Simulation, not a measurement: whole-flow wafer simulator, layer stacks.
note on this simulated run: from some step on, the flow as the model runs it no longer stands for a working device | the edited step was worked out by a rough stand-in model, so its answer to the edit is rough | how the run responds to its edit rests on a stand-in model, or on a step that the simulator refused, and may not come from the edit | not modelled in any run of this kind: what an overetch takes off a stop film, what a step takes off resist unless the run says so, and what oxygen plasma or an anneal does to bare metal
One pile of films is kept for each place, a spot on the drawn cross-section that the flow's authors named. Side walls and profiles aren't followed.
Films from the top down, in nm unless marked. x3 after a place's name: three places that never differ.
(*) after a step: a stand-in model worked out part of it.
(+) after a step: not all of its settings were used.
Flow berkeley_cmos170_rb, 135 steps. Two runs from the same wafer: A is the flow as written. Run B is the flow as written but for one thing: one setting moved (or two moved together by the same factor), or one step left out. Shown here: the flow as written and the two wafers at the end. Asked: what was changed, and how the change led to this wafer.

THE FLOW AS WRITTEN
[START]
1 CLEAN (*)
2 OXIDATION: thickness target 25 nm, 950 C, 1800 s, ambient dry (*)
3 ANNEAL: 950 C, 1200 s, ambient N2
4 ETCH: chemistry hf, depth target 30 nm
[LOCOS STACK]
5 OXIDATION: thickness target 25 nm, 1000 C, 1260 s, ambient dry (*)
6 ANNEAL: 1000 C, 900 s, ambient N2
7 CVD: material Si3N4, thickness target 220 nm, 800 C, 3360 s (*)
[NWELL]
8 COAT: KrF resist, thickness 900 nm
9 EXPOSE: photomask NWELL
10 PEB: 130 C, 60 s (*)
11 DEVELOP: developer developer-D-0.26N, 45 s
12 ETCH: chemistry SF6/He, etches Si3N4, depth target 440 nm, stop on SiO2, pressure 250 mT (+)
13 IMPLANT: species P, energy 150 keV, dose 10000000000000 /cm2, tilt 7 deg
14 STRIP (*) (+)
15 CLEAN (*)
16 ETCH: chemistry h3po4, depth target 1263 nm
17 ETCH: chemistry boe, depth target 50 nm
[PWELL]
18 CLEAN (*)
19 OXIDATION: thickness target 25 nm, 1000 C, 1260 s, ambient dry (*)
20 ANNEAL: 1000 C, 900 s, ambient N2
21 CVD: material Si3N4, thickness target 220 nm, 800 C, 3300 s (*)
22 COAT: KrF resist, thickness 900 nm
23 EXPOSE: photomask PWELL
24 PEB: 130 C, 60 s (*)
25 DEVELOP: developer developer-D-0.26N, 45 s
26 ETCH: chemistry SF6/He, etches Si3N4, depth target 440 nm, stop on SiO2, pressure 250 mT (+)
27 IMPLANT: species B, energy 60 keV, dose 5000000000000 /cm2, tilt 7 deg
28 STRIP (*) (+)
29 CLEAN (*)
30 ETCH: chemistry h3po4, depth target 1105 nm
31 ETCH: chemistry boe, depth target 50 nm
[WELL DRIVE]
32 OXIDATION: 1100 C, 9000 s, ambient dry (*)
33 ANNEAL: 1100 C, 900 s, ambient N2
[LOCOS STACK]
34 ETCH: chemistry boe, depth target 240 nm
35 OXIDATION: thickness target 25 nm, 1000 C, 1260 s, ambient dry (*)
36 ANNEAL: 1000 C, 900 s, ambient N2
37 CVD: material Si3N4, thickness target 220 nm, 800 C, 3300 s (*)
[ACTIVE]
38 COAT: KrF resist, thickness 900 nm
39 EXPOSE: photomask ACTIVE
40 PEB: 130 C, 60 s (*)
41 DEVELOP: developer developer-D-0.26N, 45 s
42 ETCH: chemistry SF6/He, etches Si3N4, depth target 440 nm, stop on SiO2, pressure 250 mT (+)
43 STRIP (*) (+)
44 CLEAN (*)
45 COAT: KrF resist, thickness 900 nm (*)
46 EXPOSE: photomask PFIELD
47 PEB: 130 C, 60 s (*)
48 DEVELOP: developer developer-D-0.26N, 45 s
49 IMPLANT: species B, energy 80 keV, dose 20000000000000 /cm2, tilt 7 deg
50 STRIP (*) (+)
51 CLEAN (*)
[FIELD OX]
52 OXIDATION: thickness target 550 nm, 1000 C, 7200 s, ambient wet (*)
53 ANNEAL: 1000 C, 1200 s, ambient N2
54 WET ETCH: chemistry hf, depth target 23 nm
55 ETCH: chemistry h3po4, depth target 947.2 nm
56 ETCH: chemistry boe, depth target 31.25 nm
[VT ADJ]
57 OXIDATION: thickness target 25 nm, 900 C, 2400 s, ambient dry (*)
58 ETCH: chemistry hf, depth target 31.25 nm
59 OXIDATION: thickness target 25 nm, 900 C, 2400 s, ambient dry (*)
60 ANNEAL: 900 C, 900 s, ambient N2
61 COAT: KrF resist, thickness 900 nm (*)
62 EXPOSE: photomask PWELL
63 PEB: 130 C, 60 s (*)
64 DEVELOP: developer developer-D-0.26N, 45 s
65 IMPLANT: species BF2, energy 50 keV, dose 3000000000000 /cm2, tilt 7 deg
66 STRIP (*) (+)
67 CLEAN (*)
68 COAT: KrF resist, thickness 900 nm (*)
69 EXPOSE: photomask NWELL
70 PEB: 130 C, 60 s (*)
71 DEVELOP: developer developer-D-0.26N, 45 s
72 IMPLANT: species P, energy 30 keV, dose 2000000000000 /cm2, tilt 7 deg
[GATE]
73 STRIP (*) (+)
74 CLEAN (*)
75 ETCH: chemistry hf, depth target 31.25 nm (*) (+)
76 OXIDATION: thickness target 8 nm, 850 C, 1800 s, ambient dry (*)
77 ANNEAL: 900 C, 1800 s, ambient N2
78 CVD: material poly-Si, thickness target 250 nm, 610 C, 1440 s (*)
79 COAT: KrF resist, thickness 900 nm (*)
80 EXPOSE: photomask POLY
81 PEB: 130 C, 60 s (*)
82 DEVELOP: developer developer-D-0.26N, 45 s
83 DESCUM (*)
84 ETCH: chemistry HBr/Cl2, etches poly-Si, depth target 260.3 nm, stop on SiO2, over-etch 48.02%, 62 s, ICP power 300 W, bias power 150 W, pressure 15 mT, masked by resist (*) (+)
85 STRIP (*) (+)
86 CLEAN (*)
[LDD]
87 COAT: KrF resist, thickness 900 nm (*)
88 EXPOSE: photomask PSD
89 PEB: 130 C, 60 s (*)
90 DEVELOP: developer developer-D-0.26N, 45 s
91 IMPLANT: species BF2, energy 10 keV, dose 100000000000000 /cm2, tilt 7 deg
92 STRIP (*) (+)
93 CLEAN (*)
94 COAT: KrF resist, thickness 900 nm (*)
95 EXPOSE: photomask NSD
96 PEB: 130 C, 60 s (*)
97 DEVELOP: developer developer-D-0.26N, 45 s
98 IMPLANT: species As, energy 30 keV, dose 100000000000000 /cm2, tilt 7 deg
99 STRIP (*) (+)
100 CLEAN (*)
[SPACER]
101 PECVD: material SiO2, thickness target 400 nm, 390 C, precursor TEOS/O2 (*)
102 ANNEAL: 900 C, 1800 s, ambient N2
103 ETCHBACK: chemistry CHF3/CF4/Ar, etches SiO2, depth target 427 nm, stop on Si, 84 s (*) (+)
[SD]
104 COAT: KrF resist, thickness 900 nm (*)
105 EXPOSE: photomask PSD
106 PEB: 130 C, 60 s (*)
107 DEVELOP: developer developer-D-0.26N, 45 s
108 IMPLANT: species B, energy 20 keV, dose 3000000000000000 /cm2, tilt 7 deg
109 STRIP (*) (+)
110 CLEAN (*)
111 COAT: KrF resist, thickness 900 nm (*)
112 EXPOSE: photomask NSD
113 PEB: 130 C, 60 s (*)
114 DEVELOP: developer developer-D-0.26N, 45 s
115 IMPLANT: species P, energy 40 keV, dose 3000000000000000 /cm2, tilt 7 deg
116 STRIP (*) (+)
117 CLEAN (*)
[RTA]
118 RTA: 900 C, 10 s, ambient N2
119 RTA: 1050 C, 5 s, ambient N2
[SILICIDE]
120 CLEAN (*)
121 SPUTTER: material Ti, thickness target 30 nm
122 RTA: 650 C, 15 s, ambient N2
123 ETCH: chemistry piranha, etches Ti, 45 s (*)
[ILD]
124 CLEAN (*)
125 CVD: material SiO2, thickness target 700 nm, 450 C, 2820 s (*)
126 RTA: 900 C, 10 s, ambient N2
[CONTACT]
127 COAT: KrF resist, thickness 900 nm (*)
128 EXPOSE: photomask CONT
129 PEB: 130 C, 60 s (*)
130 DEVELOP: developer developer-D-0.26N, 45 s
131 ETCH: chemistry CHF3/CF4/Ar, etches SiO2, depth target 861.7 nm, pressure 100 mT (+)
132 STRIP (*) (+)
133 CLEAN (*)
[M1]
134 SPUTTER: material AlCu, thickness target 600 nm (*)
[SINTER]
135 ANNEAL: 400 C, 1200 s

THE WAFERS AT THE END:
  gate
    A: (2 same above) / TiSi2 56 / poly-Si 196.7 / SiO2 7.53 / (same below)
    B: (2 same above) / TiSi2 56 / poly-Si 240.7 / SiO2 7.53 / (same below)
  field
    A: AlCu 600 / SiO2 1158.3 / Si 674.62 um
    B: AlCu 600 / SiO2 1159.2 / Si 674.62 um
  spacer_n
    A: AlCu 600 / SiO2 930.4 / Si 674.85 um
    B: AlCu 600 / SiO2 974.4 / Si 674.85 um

The cause: step 78, CVD: thickness target 294 nm was run, where the flow has thickness target 250 nm; step 78, CVD: 1695 s was run, where the flow has 1440 s.

How the change led to this, step by step:
  78 CVD: material poly-Si, thickness target 250 nm, 610 C, 1440 s (*)
      field, sd_n, spacer_n and 6 more: A poly-Si +250 (new film) | B poly-Si +294 (new film)
  84 ETCH: chemistry HBr/Cl2, etches poly-Si, depth target 260.3 nm, stop on SiO2, over-etch 48.02%, 62 s, ICP power 300 W, bias power 150 W, pressure 15 mT, masked by resist (*) (+)
      field, sd_n, spacer_n, sd_p, spacer_p, contact, m1: A poly-Si -250 (all of it), SiO2 -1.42 | B poly-Si -294 (all of it), SiO2 -0.46
  87 COAT: KrF resist, thickness 900 nm (*)
      gate: A KrF resist +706 (new film) | B KrF resist +672.1 (new film)
      gate_p: A KrF resist +706.3 (new film) | B KrF resist +672.7 (new film)
  90 DEVELOP: developer developer-D-0.26N, 45 s
      gate_p: A KrF resist -706.3 (all of it) | B KrF resist -672.7 (all of it)
  92 STRIP (*) (+)
      gate: A KrF resist -691.8 (all of it) | B KrF resist -657.9 (all of it)
  94 COAT: KrF resist, thickness 900 nm (*)
      gate: A KrF resist +706 (new film) | B KrF resist +672.1 (new film)
      gate_p: A KrF resist +706.3 (new film) | B KrF resist +672.7 (new film)
  97 DEVELOP: developer developer-D-0.26N, 45 s
      gate: A KrF resist -706 (all of it) | B KrF resist -672.1 (all of it)
  99 STRIP (*) (+)
      gate_p: A KrF resist -692.1 (all of it) | B KrF resist -658.5 (all of it)
  103 ETCHBACK: chemistry CHF3/CF4/Ar, etches SiO2, depth target 427 nm, stop on Si, 84 s (*) (+)
      spacer_n: A SiO2 -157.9 | B SiO2 -114.9
      spacer_p: A SiO2 -157.9 | B SiO2 -114.8
  104 COAT: KrF resist, thickness 900 nm (*)
      spacer_n: A KrF resist +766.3 (new film) | B KrF resist +735.4 (new film)
      gate: A KrF resist +742.1 (new film) | B KrF resist +712 (new film)
      (and at 2 more places)
  107 DEVELOP: developer developer-D-0.26N, 45 s
      spacer_p: A KrF resist -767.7 (all of it) | B KrF resist -736.7 (all of it)
      gate_p: A KrF resist -743.2 (all of it) | B KrF resist -713 (all of it)
  109 STRIP (*) (+)
      spacer_n: A KrF resist -752.1 (all of it) | B KrF resist -721.2 (all of it)
      gate: A KrF resist -727.9 (all of it) | B KrF resist -697.8 (all of it)
  111 COAT: KrF resist, thickness 900 nm (*)
      spacer_n: A KrF resist +766.3 (new film) | B KrF resist +735.4 (new film)
      gate: A KrF resist +742.1 (new film) | B KrF resist +712 (new film)
      (and at 2 more places)
  114 DEVELOP: developer developer-D-0.26N, 45 s
      spacer_n: A KrF resist -766.3 (all of it) | B KrF resist -735.4 (all of it)
      gate: A KrF resist -742.1 (all of it) | B KrF resist -712 (all of it)
  116 STRIP (*) (+)
      spacer_p: A KrF resist -753.5 (all of it) | B KrF resist -722.5 (all of it)
      gate_p: A KrF resist -729 (all of it) | B KrF resist -698.8 (all of it)
  127 COAT: KrF resist, thickness 900 nm (*)
      spacer_n: A KrF resist +819.8 (new film) | B KrF resist +799.6 (new film)
      gate: A KrF resist +798.4 (new film) | B KrF resist +781.2 (new film)
      (and at 2 more places)
  132 STRIP (*) (+)
      spacer_n: A KrF resist -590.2 (all of it) | B KrF resist -570 (all of it)
      gate: A KrF resist -568.8 (all of it) | B KrF resist -551.6 (all of it)
      (and at 3 more places)
